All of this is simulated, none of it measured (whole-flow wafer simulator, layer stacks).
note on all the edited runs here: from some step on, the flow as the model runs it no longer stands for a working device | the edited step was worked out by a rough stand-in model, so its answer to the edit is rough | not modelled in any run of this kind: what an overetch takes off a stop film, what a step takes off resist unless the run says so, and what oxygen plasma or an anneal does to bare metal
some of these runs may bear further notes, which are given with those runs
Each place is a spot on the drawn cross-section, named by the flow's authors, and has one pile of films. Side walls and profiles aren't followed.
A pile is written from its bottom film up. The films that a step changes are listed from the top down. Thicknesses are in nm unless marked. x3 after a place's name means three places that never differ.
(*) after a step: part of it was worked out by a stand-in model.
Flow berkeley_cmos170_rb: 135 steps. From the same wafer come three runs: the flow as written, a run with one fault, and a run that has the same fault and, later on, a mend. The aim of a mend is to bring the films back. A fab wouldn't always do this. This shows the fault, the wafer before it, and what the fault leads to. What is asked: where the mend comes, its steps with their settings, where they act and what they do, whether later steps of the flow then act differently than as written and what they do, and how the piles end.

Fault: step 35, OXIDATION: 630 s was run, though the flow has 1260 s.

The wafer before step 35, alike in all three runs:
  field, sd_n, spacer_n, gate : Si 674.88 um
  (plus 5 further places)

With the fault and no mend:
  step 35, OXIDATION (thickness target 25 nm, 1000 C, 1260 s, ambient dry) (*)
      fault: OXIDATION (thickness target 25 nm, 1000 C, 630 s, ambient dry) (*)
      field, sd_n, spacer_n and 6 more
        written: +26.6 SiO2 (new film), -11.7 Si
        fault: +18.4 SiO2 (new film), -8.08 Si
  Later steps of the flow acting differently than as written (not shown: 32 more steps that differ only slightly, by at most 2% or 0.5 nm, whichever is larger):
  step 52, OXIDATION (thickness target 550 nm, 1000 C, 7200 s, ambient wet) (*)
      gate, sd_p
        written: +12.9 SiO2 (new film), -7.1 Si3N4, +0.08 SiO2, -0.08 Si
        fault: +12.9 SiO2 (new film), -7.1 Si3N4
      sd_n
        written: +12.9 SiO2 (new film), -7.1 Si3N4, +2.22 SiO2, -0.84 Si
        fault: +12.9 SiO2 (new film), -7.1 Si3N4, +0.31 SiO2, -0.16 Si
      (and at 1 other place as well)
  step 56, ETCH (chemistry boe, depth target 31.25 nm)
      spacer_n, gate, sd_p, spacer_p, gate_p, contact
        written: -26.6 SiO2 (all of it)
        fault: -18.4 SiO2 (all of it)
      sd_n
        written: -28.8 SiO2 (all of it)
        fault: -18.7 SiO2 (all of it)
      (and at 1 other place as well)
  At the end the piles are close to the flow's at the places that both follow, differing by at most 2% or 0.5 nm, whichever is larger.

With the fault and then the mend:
  After step 35 comes the mend.
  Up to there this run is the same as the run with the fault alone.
  step 35a, OXIDATION (thickness target 25 nm, 1000 C, 630 s, ambient dry) (*) (the flow's step 35, run once more with other settings)
      field, sd_n, spacer_n and 6 more
        +8.19 SiO2, -3.6 Si
  None of the later steps of the flow acts differently than as written at any place that is followed.
  The piles end the same as the flow's at every place that both follow.
